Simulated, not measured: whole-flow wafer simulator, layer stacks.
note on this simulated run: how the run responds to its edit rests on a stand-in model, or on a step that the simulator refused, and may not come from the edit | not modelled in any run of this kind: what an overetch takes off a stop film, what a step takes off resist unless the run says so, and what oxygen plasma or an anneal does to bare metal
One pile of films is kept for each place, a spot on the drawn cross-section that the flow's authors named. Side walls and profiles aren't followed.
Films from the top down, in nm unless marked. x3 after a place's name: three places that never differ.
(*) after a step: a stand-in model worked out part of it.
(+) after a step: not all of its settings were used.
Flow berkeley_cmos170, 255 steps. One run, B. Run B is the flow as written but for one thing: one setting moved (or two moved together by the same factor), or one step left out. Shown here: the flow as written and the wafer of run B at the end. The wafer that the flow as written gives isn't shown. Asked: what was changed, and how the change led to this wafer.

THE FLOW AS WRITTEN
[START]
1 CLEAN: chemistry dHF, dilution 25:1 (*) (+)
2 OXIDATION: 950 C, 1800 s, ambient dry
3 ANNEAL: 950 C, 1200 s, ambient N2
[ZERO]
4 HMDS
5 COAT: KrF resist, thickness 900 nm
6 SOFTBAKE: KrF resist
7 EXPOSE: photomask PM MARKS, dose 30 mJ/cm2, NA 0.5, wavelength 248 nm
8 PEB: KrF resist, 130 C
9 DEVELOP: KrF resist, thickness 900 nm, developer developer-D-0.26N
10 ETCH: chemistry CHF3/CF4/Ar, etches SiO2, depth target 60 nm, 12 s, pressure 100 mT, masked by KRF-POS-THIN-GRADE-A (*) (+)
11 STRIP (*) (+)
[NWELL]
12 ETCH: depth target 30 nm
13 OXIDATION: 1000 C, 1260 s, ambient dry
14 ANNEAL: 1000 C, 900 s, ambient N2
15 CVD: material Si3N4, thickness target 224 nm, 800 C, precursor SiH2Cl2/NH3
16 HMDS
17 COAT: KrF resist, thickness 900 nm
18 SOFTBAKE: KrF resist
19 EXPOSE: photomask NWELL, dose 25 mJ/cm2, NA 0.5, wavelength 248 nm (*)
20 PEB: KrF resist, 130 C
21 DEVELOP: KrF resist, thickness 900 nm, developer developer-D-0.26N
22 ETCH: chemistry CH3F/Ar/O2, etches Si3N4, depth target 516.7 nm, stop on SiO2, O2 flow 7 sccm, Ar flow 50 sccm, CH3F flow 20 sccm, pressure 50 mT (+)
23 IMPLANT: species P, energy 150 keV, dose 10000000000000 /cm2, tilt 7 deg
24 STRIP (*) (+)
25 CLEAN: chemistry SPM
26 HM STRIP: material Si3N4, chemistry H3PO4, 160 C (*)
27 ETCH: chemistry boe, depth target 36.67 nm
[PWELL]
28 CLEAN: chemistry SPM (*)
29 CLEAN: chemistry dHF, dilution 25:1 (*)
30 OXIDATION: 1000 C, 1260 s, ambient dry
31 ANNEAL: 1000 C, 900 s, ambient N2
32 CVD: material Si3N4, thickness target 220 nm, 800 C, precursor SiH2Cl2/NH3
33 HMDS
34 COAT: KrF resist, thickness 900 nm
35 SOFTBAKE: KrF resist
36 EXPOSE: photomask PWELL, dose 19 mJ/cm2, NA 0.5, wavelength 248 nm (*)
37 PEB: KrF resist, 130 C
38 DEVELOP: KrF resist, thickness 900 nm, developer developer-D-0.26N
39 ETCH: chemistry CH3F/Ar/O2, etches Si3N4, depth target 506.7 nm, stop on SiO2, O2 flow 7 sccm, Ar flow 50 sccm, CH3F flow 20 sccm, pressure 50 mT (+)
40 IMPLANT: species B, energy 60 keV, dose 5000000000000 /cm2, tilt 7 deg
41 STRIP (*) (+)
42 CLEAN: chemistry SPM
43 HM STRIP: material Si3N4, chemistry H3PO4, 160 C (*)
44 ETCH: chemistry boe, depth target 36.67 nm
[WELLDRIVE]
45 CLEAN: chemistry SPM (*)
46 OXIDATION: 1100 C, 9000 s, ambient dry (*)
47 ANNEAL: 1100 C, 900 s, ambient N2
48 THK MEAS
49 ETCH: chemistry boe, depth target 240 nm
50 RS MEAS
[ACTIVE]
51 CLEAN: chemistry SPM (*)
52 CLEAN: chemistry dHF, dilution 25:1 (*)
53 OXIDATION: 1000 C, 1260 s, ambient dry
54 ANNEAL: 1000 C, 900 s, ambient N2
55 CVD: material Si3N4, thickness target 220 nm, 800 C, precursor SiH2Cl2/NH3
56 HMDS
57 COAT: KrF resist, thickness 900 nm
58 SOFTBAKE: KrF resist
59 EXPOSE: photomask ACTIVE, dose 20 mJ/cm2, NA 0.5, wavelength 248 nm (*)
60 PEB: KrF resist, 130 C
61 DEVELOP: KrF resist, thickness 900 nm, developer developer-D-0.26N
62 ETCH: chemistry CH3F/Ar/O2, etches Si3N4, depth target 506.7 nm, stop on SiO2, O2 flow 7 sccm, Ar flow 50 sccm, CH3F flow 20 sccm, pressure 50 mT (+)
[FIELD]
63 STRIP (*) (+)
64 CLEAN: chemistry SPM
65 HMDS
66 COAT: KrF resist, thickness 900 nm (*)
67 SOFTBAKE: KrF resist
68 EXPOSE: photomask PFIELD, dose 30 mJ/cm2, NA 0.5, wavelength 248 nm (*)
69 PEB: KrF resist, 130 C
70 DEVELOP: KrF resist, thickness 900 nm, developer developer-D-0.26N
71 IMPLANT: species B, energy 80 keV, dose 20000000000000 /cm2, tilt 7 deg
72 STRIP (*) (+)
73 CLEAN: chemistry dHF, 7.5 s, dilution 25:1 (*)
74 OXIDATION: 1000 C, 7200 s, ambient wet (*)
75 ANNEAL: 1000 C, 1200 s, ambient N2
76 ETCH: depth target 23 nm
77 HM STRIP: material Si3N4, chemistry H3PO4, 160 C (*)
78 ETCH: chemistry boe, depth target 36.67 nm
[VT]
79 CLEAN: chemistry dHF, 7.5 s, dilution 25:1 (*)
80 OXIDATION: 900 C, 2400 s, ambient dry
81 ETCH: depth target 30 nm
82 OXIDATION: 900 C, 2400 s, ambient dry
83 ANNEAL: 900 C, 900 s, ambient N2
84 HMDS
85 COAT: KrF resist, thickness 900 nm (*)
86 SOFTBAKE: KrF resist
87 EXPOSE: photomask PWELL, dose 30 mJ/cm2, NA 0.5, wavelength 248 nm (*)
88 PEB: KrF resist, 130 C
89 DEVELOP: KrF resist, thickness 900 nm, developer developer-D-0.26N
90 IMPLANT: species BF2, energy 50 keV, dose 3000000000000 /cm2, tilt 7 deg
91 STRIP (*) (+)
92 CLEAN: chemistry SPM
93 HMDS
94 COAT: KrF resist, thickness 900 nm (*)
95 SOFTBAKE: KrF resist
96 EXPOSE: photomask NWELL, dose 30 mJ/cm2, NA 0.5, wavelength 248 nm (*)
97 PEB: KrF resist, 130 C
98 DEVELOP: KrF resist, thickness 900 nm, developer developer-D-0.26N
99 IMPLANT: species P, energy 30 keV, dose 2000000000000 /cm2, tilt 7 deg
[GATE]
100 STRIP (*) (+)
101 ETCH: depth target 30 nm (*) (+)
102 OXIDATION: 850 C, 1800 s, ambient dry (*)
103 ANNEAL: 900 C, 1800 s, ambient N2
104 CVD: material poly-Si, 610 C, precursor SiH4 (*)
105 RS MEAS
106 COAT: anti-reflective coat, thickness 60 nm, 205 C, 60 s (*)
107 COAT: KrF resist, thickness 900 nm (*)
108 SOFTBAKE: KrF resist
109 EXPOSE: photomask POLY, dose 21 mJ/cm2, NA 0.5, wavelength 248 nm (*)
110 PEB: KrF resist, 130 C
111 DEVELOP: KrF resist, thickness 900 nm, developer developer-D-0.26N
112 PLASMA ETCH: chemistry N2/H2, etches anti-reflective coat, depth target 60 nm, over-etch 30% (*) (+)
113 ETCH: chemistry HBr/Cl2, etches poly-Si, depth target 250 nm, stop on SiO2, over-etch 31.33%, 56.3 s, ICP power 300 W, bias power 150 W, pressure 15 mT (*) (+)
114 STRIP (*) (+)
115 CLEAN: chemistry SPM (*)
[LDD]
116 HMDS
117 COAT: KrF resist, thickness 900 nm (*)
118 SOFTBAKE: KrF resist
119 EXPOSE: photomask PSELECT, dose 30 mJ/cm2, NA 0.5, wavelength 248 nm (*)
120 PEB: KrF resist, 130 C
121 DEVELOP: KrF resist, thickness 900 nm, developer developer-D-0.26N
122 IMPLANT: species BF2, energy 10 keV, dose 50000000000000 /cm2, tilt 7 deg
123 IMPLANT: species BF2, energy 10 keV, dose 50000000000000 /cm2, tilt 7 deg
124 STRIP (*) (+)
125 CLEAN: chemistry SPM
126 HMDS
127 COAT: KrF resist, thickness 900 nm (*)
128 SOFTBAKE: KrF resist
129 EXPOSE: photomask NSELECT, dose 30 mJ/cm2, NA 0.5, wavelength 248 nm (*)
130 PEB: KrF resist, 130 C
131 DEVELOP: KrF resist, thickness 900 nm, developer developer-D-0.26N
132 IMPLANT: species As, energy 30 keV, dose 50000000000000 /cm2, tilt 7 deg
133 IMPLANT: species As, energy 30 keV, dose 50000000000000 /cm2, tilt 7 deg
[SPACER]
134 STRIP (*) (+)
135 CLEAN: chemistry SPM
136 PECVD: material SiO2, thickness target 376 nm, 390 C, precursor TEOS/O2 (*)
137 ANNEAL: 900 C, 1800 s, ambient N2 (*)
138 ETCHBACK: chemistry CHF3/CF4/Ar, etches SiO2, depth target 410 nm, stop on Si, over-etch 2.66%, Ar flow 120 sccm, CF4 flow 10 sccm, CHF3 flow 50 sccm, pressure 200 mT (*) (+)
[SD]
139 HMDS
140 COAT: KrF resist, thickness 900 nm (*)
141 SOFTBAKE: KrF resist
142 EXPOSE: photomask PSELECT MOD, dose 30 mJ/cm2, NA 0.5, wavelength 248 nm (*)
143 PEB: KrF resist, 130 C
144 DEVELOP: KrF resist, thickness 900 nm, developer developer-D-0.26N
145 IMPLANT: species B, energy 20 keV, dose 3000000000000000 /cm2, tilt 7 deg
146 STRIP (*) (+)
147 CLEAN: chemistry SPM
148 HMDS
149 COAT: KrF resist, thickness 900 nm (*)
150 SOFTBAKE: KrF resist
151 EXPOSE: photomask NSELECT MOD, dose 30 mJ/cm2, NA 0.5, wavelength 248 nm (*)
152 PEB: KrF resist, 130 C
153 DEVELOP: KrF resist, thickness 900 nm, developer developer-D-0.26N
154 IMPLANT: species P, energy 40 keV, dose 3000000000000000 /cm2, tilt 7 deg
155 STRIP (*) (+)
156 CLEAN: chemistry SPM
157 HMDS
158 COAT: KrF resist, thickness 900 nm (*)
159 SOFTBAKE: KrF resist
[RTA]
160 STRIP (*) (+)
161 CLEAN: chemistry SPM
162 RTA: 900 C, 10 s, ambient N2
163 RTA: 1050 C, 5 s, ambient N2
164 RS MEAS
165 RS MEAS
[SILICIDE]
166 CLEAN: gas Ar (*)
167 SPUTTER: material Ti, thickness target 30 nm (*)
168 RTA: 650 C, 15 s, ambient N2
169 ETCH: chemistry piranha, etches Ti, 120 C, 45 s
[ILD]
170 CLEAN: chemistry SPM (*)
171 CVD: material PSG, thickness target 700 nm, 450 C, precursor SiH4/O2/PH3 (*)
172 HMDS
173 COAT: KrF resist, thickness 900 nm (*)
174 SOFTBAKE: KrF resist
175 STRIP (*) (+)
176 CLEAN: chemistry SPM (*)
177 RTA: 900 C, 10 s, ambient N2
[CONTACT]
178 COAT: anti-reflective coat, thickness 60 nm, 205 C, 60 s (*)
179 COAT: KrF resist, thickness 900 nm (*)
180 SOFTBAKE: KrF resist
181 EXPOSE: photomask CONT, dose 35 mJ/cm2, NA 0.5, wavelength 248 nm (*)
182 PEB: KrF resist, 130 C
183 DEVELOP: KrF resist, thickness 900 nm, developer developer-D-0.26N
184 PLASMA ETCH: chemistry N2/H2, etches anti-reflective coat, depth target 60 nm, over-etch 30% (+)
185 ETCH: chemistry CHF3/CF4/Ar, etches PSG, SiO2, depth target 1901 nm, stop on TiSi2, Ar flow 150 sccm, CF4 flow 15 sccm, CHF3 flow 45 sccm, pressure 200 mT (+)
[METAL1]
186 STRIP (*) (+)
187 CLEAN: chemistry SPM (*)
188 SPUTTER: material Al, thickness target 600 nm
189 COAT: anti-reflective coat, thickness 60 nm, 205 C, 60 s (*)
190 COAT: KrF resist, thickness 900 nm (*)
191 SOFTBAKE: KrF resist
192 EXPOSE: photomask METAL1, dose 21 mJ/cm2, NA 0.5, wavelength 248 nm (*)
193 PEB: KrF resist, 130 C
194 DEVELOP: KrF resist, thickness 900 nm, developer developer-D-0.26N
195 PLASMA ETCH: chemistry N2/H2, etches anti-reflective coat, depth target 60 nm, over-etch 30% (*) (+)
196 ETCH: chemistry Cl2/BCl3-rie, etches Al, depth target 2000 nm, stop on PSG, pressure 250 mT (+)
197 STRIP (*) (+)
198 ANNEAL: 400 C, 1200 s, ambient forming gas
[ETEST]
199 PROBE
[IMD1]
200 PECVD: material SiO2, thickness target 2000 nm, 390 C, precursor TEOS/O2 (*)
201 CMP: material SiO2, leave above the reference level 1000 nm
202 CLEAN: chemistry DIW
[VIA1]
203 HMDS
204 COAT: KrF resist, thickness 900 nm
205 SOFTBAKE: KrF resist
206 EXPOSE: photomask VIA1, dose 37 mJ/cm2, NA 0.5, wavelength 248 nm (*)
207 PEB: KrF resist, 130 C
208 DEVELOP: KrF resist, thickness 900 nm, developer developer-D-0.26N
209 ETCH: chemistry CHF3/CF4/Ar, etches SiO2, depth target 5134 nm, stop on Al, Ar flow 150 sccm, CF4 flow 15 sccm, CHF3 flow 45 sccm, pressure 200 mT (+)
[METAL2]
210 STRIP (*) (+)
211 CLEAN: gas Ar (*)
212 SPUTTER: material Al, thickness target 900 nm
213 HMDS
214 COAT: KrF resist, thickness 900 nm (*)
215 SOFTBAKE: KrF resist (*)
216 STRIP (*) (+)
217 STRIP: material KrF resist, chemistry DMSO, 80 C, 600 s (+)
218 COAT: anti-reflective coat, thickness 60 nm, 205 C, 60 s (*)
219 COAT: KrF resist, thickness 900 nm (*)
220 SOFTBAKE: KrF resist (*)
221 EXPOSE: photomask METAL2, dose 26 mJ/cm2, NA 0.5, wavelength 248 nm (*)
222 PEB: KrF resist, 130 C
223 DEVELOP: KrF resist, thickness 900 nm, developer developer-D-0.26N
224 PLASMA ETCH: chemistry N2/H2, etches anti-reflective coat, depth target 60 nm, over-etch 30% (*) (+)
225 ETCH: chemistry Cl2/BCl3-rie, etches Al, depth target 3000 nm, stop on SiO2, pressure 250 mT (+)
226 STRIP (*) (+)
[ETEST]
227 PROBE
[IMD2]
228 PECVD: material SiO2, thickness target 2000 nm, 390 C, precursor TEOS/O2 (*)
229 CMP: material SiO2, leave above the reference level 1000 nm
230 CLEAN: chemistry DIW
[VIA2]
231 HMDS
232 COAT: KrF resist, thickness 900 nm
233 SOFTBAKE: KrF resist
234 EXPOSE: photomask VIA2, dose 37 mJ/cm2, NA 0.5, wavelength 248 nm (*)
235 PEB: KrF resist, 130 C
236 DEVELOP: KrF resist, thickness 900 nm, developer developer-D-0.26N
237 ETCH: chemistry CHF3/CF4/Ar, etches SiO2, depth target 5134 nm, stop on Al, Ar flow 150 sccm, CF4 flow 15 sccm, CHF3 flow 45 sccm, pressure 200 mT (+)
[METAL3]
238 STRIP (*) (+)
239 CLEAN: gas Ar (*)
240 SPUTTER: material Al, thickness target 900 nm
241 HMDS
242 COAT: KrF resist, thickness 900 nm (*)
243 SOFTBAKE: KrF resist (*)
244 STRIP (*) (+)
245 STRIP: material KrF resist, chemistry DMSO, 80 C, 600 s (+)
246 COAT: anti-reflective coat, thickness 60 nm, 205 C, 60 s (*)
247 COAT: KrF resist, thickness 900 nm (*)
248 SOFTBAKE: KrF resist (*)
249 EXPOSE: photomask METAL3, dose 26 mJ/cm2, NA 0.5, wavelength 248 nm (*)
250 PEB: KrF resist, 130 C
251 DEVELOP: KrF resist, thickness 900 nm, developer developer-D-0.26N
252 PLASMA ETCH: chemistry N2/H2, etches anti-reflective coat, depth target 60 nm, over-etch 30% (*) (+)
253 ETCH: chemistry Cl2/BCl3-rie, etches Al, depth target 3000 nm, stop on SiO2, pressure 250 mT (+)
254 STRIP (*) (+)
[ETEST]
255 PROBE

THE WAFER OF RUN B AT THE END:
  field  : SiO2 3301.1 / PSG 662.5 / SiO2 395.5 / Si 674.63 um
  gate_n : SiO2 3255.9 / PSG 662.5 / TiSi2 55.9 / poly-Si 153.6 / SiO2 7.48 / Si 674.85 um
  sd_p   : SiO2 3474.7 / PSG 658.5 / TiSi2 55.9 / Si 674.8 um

The cause: step 81, ETCH: depth target 15 nm was run, where the flow has depth target 30 nm.

How the change led to this, step by step:
  81 ETCH: depth target 30 nm
      field: SiO2 -15 (as written it would be: SiO2 -30)
  106 COAT: anti-reflective coat, thickness 60 nm, 205 C, 60 s (*)
      field: anti-reflective coat +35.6 (new film) (as written it would be: anti-reflective coat +34.7 (new film))
      sd_n: anti-reflective coat +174 (new film) (as written it would be: anti-reflective coat +158.6 (new film))
      (and at 7 more places)
  112 PLASMA ETCH: chemistry N2/H2, etches anti-reflective coat, depth target 60 nm, over-etch 30% (*) (+)
      field: anti-reflective coat -35.6 (all of it), poly-Si -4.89 (as written it would be: anti-reflective coat -34.7 (all of it), poly-Si -4.4)
      sd_n: anti-reflective coat -174 (all of it), poly-Si -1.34 (as written it would be: anti-reflective coat -158.6 (all of it), poly-Si -1.22)
      (and at 7 more places)
  114 STRIP (*) (+)
      gate_n: chemical SiO2 +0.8 (new film), KrF resist -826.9 (all of it), anti-reflective coat -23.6 (all of it), poly-Si -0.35 (as written it would be: chemical SiO2 +0.8 (new film), KrF resist -812.6 (all of it), anti-reflective coat -27.3 (all of it), poly-Si -0.35)
      gate_p: chemical SiO2 +0.8 (new film), KrF resist -789.9 (all of it), anti-reflective coat -27.7 (all of it), poly-Si -0.35 (as written it would be: chemical SiO2 +0.8 (new film), KrF resist -782.1 (all of it), anti-reflective coat -29.6 (all of it), poly-Si -0.35)
  178 COAT: anti-reflective coat, thickness 60 nm, 205 C, 60 s (*)
      sd_n: anti-reflective coat +144.4 (new film) (as written it would be: anti-reflective coat +135.1 (new film))
      gate_n: anti-reflective coat +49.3 (new film) (as written it would be: anti-reflective coat +48.3 (new film))
      (and at 1 more place)
  186 STRIP (*) (+)
      sd_n: KrF resist -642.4 (all of it), anti-reflective coat -144.4 (all of it) (as written it would be: KrF resist -643.8 (all of it), anti-reflective coat -135.1 (all of it))
      gate_n: KrF resist -560.1 (all of it), anti-reflective coat -49.3 (all of it) (as written it would be: KrF resist -553.1 (all of it), anti-reflective coat -48.3 (all of it))
      (and at 1 more place)
  189 COAT: anti-reflective coat, thickness 60 nm, 205 C, 60 s (*)
      gate_n: anti-reflective coat +49 (new film) (as written it would be: anti-reflective coat +48 (new film))
      sd_p: anti-reflective coat +88.7 (new film) (as written it would be: anti-reflective coat +86.5 (new film))
      (and at 1 more place)
  195 PLASMA ETCH: chemistry N2/H2, etches anti-reflective coat, depth target 60 nm, over-etch 30% (*) (+)
      contact, m1, via1, m2, via2: KrF resist -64 (as written it would be: KrF resist -62.5)
      gate_n: anti-reflective coat -49 (all of it) (as written it would be: anti-reflective coat -48 (all of it))
      (and at 1 more place)
  197 STRIP (*) (+)
      m2: KrF resist -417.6 (all of it), anti-reflective coat -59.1 (all of it) (as written it would be: KrF resist -412.9 (all of it), anti-reflective coat -61.1 (all of it))
  201 CMP: material SiO2, leave above the reference level 1000 nm
      field: SiO2 -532 (as written it would be: SiO2 -517)
